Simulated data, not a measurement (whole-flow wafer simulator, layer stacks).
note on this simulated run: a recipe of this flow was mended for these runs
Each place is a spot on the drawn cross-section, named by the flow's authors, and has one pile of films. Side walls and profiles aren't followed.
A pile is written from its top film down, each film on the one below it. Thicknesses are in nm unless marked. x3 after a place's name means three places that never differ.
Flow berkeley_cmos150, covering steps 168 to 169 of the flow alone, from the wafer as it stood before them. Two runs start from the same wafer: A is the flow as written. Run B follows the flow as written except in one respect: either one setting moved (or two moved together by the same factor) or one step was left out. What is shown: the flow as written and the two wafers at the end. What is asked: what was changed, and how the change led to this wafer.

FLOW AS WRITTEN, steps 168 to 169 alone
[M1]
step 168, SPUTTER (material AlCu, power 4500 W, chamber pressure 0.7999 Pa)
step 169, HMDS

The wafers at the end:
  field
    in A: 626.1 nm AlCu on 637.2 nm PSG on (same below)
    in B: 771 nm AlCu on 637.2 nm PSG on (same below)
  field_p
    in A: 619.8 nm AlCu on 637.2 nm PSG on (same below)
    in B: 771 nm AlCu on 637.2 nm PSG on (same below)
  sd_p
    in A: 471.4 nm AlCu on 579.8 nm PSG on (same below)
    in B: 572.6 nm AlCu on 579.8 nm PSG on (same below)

What caused this: step 168, SPUTTER: power 5580 W was run, whereas the flow has power 4500 W.

The path from the change to this, step by step:
  step 168, SPUTTER (material AlCu, power 4500 W, chamber pressure 0.7999 Pa)
      field, sd_n, gate_n, gate_p, m1: A AlCu gains 626.1 (new film) | B AlCu gains 771 (new film)
      field_p: A AlCu gains 619.8 (new film) | B AlCu gains 771 (new film)
      (also at 2 further places)
